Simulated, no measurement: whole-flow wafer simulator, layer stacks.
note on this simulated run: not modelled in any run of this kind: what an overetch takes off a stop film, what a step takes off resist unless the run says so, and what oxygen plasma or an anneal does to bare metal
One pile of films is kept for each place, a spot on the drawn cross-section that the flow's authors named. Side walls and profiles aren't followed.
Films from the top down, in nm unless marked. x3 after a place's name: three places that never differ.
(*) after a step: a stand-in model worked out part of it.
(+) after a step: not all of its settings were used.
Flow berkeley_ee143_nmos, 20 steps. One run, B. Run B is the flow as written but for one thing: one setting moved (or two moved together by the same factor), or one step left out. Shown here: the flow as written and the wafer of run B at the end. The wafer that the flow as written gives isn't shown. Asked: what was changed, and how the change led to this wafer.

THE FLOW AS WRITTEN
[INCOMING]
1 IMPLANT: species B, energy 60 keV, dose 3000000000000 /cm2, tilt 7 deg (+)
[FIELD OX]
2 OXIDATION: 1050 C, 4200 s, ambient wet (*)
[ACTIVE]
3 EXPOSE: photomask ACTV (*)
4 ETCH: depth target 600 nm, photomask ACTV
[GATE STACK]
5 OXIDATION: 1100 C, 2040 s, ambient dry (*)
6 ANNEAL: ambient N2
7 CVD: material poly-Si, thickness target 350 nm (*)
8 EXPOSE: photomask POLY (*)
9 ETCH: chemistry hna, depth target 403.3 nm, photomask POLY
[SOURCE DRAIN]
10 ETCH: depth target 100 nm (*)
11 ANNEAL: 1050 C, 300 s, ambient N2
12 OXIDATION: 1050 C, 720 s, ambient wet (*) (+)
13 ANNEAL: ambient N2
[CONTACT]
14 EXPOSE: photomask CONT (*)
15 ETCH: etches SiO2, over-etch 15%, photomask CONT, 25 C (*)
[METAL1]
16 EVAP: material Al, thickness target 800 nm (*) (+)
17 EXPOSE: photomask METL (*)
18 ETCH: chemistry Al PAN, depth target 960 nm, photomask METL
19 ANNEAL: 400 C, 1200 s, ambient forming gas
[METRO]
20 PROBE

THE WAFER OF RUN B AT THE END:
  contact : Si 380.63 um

The cause: step 16, EVAP: material Al, thickness target 800 nm (*) (+), was left out.

How the change led to this, step by step:
  18 ETCH: chemistry Al PAN, depth target 960 nm, photomask METL
      gate, sd, field: nothing (as written it would be: Al -800 (all of it))
Counting metal films that touch as one body, contact has 0 bodies; the flow as written gives 1 body.
